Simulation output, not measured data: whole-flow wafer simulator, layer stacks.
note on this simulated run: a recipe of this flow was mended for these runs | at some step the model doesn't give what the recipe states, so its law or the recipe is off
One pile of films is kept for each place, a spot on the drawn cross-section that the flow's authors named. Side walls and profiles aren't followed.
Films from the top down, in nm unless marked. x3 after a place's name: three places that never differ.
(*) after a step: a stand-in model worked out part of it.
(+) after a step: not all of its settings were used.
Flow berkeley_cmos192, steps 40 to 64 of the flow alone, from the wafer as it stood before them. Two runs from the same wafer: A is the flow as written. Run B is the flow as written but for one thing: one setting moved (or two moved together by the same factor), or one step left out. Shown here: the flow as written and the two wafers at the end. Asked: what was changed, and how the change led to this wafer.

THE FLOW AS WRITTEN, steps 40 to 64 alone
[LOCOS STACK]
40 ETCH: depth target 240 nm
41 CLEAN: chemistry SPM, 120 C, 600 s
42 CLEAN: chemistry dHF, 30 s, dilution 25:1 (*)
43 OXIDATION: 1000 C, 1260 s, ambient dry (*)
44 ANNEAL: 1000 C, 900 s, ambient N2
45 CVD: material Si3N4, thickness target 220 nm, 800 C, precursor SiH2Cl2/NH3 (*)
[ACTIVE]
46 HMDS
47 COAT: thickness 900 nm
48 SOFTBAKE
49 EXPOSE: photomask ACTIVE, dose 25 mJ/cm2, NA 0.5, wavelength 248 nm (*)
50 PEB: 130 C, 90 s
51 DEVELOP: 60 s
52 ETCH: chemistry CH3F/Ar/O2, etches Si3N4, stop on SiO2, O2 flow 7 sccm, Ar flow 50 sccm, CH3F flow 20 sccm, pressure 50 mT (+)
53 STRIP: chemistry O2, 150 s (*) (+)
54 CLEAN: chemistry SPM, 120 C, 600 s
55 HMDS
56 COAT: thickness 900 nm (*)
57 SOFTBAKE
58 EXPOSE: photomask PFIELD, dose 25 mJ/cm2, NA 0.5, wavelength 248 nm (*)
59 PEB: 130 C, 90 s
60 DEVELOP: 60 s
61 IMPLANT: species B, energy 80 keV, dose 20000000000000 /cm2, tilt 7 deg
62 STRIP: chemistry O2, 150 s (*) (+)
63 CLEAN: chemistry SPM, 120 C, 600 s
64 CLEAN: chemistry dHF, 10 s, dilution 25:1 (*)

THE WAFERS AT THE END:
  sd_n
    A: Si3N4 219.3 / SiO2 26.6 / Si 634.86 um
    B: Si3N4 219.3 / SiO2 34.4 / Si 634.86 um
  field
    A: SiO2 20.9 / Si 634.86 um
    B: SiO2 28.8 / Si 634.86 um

The cause: step 43, OXIDATION: 2016 s was run, where the flow has 1260 s.

How the change led to this, step by step:
  43 OXIDATION: 1000 C, 1260 s, ambient dry (*)
      field, sd_n, spacer_n and 6 more: A SiO2 +26.6 (new film), Si -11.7 | B SiO2 +34.4 (new film), Si -15.1
